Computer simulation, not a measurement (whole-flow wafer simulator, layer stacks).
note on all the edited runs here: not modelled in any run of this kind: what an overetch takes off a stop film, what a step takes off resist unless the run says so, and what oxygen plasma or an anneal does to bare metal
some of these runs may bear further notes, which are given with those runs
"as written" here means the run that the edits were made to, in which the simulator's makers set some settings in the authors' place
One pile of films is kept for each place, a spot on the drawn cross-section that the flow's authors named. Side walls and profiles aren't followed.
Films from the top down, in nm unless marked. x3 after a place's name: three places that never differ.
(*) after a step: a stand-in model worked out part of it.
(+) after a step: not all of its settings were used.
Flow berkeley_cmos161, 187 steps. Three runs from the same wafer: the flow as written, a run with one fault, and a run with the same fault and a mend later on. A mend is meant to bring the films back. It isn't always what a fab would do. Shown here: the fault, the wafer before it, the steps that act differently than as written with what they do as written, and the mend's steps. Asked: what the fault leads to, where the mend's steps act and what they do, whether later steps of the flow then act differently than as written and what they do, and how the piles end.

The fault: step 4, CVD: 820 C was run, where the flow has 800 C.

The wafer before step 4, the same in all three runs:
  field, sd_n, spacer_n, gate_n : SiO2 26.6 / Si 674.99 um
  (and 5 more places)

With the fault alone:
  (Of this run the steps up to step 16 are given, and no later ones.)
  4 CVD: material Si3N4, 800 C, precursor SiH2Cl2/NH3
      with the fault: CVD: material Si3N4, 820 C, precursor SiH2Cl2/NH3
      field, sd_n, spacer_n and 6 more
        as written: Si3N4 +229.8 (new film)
        with the fault: Si3N4 +276.3 (new film)
  Later steps of the flow that act differently than as written (1 more step differs only slightly, by at most 2% or 0.5 nm, whichever is larger, and isn't shown):
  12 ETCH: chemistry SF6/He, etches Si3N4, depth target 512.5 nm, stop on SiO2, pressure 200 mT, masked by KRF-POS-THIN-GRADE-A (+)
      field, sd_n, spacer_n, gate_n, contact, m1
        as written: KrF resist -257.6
        with the fault: KrF resist -308.2
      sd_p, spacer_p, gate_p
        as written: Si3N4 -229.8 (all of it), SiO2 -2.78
        with the fault: Si3N4 -276.3 (all of it), SiO2 -2.78
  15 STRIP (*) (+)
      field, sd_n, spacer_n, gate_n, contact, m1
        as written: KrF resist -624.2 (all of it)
        with the fault: KrF resist -573.7 (all of it)
  After step 16 the piles differ from the flow's by more than 2% or 0.5 nm, whichever is larger, at field, sd_n, spacer_n, gate_n, contact, m1.
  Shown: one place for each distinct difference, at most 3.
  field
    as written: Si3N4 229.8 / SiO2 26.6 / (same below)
    with the fault: Si3N4 276.3 / SiO2 26.6 / (same below)

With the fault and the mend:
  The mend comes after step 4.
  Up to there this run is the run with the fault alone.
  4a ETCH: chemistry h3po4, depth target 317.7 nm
      field, sd_n, spacer_n and 6 more
        Si3N4 -276.3 (all of it)
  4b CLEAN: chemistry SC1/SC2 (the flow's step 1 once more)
      changes no film at any place that is followed
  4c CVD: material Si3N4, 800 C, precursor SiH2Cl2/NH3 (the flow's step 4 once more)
      field, sd_n, spacer_n and 6 more
        Si3N4 +229.8 (new film)
  No later step of the flow acts differently than as written at any place that is followed.
  At the end the piles are the same as the flow's at every place that both follow.
